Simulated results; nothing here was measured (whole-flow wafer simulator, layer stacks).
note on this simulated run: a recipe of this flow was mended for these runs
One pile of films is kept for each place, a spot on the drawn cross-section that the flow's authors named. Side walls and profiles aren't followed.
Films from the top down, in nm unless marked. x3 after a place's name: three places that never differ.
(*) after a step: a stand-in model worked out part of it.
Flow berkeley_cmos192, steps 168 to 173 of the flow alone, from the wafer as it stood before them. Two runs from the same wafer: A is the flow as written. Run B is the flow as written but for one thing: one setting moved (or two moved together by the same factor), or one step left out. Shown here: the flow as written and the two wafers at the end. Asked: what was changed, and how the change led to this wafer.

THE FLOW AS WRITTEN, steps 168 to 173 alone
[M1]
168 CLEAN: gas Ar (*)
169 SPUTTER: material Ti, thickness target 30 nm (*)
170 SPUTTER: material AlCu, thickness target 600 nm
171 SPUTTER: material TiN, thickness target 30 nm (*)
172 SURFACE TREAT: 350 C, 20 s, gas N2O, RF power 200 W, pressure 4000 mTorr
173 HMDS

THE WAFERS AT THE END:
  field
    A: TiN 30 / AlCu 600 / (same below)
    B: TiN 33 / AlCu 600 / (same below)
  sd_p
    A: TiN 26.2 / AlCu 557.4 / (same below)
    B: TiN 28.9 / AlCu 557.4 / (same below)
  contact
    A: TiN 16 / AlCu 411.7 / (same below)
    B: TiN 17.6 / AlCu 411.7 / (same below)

The cause: step 171, SPUTTER: thickness target 33 nm was run, where the flow has thickness target 30 nm.
It can be read off the wafer: field has TiN 33, and step 171 as written asks for 30 nm.

How the change led to this, step by step:
  171 SPUTTER: material TiN, thickness target 30 nm (*)
      field, sd_n, spacer_n, gate, spacer_p, gate_p, m1: A TiN +30 (new film) | B TiN +33 (new film)
      sd_p: A TiN +26.2 (new film) | B TiN +28.9 (new film)
      (and at 1 more place)
